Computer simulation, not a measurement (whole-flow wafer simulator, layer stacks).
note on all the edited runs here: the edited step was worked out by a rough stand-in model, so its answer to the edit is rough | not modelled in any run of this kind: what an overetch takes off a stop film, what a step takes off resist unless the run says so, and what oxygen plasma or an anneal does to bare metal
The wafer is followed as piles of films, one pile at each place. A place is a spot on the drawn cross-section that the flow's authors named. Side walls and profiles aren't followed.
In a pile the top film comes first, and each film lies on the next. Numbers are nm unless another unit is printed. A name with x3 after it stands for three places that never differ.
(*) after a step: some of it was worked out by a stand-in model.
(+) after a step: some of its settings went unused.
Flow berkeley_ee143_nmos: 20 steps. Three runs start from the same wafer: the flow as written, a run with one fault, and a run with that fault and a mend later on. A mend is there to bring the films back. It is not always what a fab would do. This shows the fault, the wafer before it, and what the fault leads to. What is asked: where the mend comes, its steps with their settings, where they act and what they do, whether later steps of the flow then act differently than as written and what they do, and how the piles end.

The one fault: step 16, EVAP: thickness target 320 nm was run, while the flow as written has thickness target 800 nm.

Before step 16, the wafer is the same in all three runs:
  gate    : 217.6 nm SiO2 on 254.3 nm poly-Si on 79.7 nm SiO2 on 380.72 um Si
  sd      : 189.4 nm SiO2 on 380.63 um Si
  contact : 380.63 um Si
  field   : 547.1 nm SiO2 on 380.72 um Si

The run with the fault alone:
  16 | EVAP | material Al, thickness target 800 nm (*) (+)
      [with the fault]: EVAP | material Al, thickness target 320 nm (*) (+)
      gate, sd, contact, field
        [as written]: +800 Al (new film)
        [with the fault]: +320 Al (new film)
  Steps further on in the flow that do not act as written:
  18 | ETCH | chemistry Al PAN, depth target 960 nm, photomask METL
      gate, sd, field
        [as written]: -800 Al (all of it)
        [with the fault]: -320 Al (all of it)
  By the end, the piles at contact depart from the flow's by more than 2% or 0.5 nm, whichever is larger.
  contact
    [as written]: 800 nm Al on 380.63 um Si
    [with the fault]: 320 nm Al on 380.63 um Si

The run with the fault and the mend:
  After step 16 comes the mend.
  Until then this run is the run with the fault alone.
  16a | EVAP | material Al, thickness target 480 nm (*) (+) (the flow's step 16, run once more with other settings)
      gate, sd, contact, field
        +480 Al
  Later steps of the flow that are run all act as written at every place that is followed.
  The piles end the same as the flow's at every place that both follow.
